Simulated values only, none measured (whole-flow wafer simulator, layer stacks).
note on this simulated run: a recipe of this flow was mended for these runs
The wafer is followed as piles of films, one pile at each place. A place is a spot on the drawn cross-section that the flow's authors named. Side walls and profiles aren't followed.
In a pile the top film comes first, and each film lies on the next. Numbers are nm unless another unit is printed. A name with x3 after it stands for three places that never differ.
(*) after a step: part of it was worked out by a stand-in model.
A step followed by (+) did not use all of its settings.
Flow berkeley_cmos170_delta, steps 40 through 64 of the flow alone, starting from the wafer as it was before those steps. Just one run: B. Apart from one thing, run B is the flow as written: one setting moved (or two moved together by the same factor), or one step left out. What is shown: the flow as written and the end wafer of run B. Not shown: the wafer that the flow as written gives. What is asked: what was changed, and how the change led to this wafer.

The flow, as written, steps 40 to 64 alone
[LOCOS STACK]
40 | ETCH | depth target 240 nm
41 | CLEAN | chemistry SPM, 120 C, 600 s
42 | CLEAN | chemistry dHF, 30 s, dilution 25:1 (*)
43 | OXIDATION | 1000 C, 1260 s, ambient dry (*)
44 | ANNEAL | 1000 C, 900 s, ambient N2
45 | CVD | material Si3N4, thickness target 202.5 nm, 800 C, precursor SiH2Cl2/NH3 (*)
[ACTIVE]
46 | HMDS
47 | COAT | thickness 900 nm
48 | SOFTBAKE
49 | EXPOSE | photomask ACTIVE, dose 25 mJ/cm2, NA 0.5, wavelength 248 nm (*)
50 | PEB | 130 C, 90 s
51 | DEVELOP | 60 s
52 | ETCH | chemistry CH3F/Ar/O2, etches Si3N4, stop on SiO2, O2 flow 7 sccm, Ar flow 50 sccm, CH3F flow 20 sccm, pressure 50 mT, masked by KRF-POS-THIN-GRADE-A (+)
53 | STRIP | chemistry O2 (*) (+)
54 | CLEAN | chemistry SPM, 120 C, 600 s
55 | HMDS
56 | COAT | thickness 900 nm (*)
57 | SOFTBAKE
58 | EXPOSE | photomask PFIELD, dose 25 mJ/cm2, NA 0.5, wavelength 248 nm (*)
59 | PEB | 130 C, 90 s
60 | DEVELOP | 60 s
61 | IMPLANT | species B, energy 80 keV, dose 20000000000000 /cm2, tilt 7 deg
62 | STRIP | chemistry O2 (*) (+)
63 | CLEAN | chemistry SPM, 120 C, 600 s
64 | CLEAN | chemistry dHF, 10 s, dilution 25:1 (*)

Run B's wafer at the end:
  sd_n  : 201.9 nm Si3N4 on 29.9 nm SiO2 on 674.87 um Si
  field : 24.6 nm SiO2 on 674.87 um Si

What caused this: step 43, OXIDATION: 1575 s was run, though the flow has 1260 s.

How this came from the change, step by step:
  43 | OXIDATION | 1000 C, 1260 s, ambient dry (*)
      field, sd_n, spacer_n and 6 more: +29.9 SiO2 (new film), -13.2 Si (it would be, as written: +26.6 SiO2 (new film), -11.7 Si)
